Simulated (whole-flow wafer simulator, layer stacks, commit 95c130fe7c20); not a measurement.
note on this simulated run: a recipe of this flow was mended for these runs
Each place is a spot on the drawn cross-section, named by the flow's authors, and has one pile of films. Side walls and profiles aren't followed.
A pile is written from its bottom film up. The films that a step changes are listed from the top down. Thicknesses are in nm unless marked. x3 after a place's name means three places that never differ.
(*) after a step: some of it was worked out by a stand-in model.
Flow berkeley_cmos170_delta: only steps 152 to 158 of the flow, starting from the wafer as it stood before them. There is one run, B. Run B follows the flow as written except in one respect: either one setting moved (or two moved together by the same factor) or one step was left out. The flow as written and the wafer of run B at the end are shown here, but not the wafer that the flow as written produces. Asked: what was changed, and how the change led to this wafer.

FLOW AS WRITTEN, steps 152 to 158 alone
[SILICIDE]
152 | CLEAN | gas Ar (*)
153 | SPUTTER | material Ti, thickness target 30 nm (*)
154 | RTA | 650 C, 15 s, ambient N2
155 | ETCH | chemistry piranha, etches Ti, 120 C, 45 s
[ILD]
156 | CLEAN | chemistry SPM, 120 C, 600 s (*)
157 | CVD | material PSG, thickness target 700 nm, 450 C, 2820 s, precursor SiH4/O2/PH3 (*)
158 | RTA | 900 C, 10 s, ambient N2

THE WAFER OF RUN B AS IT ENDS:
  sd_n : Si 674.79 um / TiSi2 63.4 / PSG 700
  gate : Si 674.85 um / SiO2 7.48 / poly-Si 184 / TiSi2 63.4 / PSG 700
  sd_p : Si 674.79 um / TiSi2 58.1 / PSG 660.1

Cause: step 153, SPUTTER: thickness target 34 nm was run, while the flow as written has thickness target 30 nm.

Step by step, how the change led to this:
  153 | SPUTTER | material Ti, thickness target 30 nm (*)
      field, sd_n, spacer_n, gate, spacer_p, gate_p, contact x2: Ti gains 34 (new film) (as written it would have been: Ti gains 30 (new film))
      sd_p: Ti gains 31.2 (new film) (as written it would have been: Ti gains 27.5 (new film))
  154 | RTA | 650 C, 15 s, ambient N2
      sd_n, contact x2: Ti loses 26.5, TiSi first gains 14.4 (new film), TiSi2 C49 gains 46 (new film), Si loses 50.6 (as written it would have been: Ti loses 23.4, TiSi first gains 6.2 (new film), TiSi2 C49 gains 50.3 (new film), Si loses 49)
      gate, gate_p: Ti loses 26.5, TiSi first gains 14.4 (new film), TiSi2 C49 gains 46 (new film), poly-Si loses 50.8 (as written it would have been: Ti loses 23.4, TiSi first gains 6.2 (new film), TiSi2 C49 gains 50.3 (new film), poly-Si loses 49.2)
      (as well as at 1 more place)
  155 | ETCH | chemistry piranha, etches Ti, 120 C, 45 s
      sd_n, gate, gate_p, contact x2: Ti loses 7.48 (all of it), TiSi first loses 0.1 (as written it would have been: Ti loses 6.6 (all of it), TiSi first loses 0.1)
      field, spacer_n, spacer_p: Ti loses 34 (all of it) (as written it would have been: Ti loses 30 (all of it))
      (as well as at 1 more place)
  158 | RTA | 900 C, 10 s, ambient N2
      sd_n, contact x2: under 1 film: TiSi2 gains 63.4 (new film), TiSi first loses 14.3 (all of it), TiSi2 C49 loses 46 (all of it), Si loses 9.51 (as written it would have been: under 1 film: TiSi2 gains 55.9 (new film), TiSi first loses 6.09 (all of it), TiSi2 C49 loses 50.3 (all of it), Si loses 4.05)
      gate, gate_p: under 1 film: TiSi2 gains 63.4 (new film), TiSi first loses 14.3 (all of it), TiSi2 C49 loses 46 (all of it), poly-Si loses 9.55 (as written it would have been: under 1 film: TiSi2 gains 55.9 (new film), TiSi first loses 6.09 (all of it), TiSi2 C49 loses 50.3 (all of it), poly-Si loses 4.06)
      (as well as at 1 more place)
